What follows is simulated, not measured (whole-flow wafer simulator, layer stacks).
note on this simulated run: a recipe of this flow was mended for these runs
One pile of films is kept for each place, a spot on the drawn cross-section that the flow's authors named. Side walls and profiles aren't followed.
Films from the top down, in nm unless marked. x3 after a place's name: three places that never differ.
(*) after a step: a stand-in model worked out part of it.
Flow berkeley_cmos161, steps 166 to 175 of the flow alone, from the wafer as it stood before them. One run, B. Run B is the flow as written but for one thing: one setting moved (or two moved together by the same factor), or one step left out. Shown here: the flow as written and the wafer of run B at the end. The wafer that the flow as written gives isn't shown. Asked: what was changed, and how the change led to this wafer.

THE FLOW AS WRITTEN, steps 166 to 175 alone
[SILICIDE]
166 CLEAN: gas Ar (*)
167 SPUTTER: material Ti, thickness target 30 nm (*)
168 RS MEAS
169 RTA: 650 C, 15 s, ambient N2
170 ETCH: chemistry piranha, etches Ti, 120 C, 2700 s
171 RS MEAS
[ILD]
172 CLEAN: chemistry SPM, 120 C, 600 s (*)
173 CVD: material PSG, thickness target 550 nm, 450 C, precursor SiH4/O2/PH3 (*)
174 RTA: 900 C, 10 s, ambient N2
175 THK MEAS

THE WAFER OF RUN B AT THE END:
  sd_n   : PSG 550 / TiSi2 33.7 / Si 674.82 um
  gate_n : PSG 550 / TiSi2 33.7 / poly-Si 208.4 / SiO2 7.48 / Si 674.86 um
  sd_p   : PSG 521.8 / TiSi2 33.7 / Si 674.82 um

The cause: step 167, SPUTTER: thickness target 19 nm was run, where the flow has thickness target 30 nm.

How the change led to this, step by step:
  167 SPUTTER: material Ti, thickness target 30 nm (*)
      field, sd_n, spacer_n, gate_n, sd_p, spacer_p, gate_p, contact x2: Ti +19 (new film) (as written it would be: Ti +30 (new film))
  169 RTA: 650 C, 15 s, ambient N2
      sd_n, sd_p, contact x2: Ti -14.8, TiSi2 C49 +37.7 (new film), Si -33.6 (as written it would be: Ti -23.4, TiSi first +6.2 (new film), TiSi2 C49 +50.3 (new film), Si -49)
      gate_n, gate_p: Ti -14.8, TiSi2 C49 +37.7 (new film), poly-Si -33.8 (as written it would be: Ti -23.4, TiSi first +6.2 (new film), TiSi2 C49 +50.3 (new film), poly-Si -49.2)
  170 ETCH: chemistry piranha, etches Ti, 120 C, 2700 s
      sd_n, gate_n, sd_p, gate_p, contact x2: Ti -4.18 (all of it), TiSi2 C49 -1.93 (as written it would be: Ti -6.6 (all of it), TiSi first -1.93)
      field, spacer_n, spacer_p: Ti -19 (all of it) (as written it would be: Ti -30 (all of it))
  174 RTA: 900 C, 10 s, ambient N2
      sd_n, sd_p, contact x2: under 1 film: TiSi2 +33.7 (new film), TiSi2 C49 -35.8 (all of it) (as written it would be: under 1 film: TiSi2 +53.3 (new film), TiSi first -4.27 (all of it), TiSi2 C49 -50.3 (all of it), Si -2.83)
      gate_n, gate_p: under 1 film: TiSi2 +33.7 (new film), TiSi2 C49 -35.8 (all of it) (as written it would be: under 1 film: TiSi2 +53.3 (new film), TiSi first -4.27 (all of it), TiSi2 C49 -50.3 (all of it), poly-Si -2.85)
